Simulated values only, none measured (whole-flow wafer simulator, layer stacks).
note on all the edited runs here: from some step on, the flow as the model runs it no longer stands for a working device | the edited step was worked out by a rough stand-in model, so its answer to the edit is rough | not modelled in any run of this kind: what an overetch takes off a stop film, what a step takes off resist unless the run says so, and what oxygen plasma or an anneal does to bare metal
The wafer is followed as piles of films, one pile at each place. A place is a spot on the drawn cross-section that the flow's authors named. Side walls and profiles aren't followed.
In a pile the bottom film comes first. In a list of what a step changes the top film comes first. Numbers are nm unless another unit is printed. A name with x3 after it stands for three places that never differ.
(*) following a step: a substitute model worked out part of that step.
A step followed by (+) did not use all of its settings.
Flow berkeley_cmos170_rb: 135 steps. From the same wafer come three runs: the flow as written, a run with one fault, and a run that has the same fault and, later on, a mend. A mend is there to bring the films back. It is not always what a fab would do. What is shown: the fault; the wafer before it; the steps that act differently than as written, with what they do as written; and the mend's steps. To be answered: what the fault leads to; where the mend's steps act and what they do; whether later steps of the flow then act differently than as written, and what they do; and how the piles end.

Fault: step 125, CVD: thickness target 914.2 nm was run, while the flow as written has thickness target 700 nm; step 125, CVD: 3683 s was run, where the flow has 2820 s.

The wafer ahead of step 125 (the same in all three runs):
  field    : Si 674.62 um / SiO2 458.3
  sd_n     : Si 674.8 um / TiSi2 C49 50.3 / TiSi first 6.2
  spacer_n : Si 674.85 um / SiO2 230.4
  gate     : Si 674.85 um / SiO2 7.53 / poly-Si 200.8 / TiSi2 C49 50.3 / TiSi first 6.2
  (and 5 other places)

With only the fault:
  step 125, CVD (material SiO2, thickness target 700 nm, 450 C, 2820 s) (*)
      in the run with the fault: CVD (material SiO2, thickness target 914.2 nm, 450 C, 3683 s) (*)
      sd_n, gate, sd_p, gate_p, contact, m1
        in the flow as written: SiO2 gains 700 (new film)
        in the run with the fault: SiO2 gains 914.2 (new film)
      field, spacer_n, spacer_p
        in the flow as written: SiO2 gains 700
        in the run with the fault: SiO2 gains 914.2
  Steps later in the flow that act otherwise than as written (3 more steps, not shown, differ only slightly: by at most 2% or 0.5 nm, whichever is larger):
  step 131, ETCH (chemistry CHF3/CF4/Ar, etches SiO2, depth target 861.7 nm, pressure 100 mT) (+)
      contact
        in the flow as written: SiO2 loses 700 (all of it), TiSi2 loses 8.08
        in the run with the fault: SiO2 loses 861.7
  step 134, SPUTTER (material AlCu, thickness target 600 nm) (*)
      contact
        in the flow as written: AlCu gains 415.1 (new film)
        in the run with the fault: AlCu gains 379.4 (new film)
  The piles end different from the flow's at field, sd_n, spacer_n and 6 more by more than 2% or 0.5 nm, whichever is larger.
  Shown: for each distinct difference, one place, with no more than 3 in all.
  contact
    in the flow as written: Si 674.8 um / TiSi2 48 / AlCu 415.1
    in the run with the fault: Si 674.8 um / TiSi2 56 / SiO2 52.5 / AlCu 379.4
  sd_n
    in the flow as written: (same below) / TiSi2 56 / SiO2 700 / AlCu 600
    in the run with the fault: (same below) / TiSi2 56 / SiO2 914.2 / AlCu 600
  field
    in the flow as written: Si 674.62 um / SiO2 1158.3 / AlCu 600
    in the run with the fault: Si 674.62 um / SiO2 1372.5 / AlCu 600

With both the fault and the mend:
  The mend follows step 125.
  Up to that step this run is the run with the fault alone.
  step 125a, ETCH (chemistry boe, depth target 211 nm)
      field, sd_n, spacer_n and 6 more
        SiO2 loses 211
  None of the later steps of the flow differs from how it acts as written, at any place that is followed, by more than 2% or 0.5 nm, whichever is larger.
  The piles end only slightly different from the flow's at the places that both follow, by no more than 2% or 0.5 nm, whichever is larger.
